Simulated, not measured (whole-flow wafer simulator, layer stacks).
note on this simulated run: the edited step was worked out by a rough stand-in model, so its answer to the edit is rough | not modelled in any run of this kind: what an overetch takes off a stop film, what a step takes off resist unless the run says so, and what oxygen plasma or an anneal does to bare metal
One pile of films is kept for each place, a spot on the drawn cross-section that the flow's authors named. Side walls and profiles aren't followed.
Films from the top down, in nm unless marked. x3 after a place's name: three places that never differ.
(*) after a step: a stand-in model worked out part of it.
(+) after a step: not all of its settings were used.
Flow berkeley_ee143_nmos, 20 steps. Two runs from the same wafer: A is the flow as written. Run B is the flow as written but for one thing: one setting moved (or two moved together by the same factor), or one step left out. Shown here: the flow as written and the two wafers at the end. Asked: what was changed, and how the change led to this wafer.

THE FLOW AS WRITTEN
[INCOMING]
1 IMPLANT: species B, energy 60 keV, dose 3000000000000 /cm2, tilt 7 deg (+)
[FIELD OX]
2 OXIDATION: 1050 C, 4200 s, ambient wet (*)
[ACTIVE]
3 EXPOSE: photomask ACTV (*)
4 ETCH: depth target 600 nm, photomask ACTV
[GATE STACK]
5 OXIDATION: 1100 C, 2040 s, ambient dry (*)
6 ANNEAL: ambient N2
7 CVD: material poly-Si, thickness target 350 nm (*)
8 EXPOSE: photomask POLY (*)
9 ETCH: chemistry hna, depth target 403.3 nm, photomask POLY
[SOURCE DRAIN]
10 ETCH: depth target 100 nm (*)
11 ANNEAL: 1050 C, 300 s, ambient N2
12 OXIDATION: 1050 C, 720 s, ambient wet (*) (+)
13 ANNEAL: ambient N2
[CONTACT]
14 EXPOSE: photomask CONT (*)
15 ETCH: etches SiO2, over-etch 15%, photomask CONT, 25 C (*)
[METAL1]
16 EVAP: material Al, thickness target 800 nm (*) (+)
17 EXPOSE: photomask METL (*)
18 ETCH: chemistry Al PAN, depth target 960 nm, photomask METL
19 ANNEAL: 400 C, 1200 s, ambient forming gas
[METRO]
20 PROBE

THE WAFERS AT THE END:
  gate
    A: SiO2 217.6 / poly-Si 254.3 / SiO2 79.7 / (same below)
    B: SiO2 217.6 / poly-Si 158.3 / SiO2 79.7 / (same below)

The cause: step 7, CVD: thickness target 254 nm was run, where the flow has thickness target 350 nm.

How the change led to this, step by step:
  7 CVD: material poly-Si, thickness target 350 nm (*)
      gate, sd, contact, field: A poly-Si +350 (new film) | B poly-Si +254 (new film)
  9 ETCH: chemistry hna, depth target 403.3 nm, photomask POLY
      sd, contact, field: A poly-Si -350 (all of it) | B poly-Si -254 (all of it)
